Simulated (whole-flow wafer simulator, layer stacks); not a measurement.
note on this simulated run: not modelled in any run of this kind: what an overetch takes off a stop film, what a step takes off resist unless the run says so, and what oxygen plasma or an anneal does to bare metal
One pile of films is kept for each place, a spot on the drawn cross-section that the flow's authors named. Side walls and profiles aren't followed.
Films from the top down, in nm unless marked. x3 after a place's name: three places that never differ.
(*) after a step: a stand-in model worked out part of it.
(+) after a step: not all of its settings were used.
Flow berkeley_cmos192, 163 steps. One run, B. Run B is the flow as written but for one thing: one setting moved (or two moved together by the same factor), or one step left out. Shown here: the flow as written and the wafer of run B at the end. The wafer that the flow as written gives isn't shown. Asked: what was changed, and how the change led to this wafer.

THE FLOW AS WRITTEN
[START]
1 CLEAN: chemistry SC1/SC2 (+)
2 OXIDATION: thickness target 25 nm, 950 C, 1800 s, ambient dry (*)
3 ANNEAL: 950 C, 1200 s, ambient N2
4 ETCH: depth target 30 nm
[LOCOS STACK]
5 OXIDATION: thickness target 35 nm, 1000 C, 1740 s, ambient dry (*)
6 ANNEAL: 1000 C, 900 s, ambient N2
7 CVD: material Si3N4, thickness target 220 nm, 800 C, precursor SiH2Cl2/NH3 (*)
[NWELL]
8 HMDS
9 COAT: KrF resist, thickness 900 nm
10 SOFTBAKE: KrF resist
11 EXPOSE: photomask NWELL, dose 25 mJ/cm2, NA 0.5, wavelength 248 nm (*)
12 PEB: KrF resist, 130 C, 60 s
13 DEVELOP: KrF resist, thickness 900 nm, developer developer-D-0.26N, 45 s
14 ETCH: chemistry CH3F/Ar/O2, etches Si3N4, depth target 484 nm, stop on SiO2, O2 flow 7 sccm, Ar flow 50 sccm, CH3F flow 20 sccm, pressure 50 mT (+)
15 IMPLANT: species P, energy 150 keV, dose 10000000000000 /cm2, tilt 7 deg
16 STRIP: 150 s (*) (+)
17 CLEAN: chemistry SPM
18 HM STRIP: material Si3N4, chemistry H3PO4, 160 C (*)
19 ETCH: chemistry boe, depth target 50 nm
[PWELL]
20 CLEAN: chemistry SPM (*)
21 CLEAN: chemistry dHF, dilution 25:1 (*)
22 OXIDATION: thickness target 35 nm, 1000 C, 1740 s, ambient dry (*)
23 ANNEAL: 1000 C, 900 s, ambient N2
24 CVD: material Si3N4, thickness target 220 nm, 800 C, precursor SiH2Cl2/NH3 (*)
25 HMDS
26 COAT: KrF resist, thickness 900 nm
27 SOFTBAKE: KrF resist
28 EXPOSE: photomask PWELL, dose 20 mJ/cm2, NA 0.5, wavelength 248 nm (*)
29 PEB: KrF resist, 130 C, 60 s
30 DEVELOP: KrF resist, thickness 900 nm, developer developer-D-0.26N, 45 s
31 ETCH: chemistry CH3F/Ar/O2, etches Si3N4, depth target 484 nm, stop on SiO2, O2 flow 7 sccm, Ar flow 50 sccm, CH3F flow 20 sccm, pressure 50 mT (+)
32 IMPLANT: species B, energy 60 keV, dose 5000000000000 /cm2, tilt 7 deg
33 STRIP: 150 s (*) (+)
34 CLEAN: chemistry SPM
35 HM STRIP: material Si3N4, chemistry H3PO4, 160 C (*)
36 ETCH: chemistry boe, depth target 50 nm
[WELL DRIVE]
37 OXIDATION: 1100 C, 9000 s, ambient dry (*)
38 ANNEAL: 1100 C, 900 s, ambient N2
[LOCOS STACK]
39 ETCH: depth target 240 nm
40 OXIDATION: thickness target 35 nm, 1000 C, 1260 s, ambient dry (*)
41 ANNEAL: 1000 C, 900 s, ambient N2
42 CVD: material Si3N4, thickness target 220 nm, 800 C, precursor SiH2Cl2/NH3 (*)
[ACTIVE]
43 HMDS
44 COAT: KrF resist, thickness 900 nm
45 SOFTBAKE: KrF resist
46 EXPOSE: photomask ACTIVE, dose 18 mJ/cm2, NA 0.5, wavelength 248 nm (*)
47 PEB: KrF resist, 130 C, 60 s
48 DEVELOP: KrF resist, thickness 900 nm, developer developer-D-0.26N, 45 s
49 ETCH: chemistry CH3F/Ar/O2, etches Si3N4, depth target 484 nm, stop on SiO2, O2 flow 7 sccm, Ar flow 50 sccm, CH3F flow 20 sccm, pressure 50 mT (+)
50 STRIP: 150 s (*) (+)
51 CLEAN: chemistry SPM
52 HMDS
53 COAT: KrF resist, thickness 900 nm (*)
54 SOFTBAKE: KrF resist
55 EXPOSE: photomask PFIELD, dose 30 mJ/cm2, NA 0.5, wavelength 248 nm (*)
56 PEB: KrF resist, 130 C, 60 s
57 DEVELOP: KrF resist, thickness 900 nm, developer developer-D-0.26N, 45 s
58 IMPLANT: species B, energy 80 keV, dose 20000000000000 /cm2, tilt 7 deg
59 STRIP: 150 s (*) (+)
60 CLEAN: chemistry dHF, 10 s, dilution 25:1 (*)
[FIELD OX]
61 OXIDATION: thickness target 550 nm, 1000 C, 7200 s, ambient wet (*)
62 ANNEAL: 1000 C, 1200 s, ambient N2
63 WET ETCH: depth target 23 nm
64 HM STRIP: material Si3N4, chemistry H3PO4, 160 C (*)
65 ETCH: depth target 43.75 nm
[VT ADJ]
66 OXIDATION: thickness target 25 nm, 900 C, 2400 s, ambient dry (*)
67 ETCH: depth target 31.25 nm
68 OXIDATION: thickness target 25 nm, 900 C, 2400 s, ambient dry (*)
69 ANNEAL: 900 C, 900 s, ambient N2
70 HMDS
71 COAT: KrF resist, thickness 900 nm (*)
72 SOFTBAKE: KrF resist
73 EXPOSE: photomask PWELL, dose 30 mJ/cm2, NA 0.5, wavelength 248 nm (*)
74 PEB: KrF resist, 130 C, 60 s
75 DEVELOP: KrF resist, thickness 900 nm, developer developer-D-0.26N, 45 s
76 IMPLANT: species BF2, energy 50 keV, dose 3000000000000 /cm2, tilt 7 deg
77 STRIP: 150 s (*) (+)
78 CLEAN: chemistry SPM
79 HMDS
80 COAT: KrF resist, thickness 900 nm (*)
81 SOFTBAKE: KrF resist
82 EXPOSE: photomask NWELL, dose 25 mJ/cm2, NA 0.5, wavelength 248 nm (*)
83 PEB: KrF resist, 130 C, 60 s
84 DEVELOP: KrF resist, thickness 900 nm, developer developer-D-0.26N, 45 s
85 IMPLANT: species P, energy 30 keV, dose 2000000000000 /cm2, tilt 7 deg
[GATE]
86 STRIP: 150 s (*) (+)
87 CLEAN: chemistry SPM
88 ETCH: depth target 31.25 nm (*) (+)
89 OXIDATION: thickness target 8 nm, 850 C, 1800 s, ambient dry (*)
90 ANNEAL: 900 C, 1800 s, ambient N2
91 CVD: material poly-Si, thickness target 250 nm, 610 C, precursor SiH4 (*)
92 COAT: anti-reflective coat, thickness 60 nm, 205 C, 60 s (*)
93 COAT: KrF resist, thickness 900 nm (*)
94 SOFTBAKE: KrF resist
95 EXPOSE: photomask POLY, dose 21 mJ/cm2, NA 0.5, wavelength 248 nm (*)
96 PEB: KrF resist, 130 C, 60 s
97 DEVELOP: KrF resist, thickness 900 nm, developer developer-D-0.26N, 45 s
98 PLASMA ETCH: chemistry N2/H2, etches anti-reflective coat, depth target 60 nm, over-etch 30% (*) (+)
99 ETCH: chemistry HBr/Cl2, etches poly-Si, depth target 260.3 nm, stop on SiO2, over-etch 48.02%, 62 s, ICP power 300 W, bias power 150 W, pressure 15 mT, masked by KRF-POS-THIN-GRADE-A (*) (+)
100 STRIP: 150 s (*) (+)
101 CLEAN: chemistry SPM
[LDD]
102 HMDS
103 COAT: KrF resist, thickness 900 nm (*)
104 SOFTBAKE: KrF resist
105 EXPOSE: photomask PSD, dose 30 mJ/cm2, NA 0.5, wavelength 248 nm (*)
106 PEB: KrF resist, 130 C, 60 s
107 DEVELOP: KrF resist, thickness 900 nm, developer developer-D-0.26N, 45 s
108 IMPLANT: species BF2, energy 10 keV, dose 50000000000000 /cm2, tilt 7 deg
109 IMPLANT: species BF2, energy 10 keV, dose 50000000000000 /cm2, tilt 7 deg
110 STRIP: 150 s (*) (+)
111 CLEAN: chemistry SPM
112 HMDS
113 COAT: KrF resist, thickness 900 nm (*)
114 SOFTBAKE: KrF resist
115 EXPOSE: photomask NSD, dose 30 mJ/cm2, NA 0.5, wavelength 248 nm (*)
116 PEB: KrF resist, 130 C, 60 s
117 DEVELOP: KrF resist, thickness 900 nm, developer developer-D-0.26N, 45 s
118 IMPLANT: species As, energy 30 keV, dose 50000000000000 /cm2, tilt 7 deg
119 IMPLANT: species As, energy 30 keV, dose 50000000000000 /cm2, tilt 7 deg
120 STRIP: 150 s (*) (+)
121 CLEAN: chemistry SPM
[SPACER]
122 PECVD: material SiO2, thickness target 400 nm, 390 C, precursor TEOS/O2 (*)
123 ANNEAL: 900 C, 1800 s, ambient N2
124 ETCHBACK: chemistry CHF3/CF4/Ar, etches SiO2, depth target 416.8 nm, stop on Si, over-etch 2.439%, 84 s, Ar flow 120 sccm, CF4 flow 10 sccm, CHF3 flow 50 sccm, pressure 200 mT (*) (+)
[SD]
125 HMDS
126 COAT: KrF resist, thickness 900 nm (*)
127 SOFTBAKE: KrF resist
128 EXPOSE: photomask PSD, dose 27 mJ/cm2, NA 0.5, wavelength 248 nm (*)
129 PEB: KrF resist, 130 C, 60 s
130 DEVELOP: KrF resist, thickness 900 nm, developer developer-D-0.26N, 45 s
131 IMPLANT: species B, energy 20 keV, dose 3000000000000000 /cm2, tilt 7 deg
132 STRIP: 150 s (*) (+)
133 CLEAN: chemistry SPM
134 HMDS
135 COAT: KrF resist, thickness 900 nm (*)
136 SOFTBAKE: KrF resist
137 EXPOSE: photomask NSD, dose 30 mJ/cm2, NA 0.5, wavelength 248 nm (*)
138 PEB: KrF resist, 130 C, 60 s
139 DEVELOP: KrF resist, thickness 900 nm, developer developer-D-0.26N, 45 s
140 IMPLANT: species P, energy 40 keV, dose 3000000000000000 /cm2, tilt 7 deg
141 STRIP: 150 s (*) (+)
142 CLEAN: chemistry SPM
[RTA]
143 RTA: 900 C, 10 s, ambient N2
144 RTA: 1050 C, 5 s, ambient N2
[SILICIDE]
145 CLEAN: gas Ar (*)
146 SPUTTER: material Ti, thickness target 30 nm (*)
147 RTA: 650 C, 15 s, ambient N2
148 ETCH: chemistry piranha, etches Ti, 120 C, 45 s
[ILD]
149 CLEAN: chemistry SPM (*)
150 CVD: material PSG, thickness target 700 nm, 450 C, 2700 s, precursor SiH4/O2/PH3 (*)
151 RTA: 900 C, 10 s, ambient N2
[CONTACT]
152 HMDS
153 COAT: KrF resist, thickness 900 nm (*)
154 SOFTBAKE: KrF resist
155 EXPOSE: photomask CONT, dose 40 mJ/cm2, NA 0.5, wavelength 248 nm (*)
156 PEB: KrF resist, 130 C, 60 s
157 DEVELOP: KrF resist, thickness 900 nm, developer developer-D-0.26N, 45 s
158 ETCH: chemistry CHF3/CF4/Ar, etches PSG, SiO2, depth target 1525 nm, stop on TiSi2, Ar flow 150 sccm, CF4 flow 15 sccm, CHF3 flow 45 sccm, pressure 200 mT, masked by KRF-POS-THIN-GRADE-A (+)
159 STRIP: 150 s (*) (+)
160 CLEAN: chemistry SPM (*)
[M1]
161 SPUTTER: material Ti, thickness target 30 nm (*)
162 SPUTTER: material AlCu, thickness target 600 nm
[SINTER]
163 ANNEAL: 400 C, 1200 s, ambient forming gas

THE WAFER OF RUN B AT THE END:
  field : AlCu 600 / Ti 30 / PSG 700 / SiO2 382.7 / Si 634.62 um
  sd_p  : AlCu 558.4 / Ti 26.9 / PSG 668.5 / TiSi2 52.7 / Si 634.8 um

The cause: step 67, ETCH: depth target 43.75 nm was run, where the flow has depth target 31.25 nm.

How the change led to this, step by step:
  67 ETCH: depth target 31.25 nm
      field: SiO2 -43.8 (as written it would be: SiO2 -31.2)
  92 COAT: anti-reflective coat, thickness 60 nm, 205 C, 60 s (*)
      sd_n: anti-reflective coat +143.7 (new film) (as written it would be: anti-reflective coat +152.4 (new film))
      spacer_n: anti-reflective coat +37 (new film) (as written it would be: anti-reflective coat +33.8 (new film))
      (and at 6 more places)
  98 PLASMA ETCH: chemistry N2/H2, etches anti-reflective coat, depth target 60 nm, over-etch 30% (*) (+)
      sd_n: anti-reflective coat -143.7 (all of it), poly-Si -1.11 (as written it would be: anti-reflective coat -152.4 (all of it), poly-Si -1.17)
      spacer_n: anti-reflective coat -37 (all of it), poly-Si -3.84 (as written it would be: anti-reflective coat -33.8 (all of it), poly-Si -4.21)
      (and at 4 more places)
  100 STRIP: 150 s (*) (+)
      gate: chemical SiO2 +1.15 (new film), KrF resist -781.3 (all of it), anti-reflective coat -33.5 (all of it), poly-Si -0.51 (as written it would be: chemical SiO2 +1.15 (new film), KrF resist -791.8 (all of it), anti-reflective coat -30 (all of it), poly-Si -0.51)
      gate_p: chemical SiO2 +1.15 (new film), KrF resist -758 (all of it), anti-reflective coat -33.6 (all of it), poly-Si -0.51 (as written it would be: chemical SiO2 +1.15 (new film), KrF resist -765.1 (all of it), anti-reflective coat -31 (all of it), poly-Si -0.51)
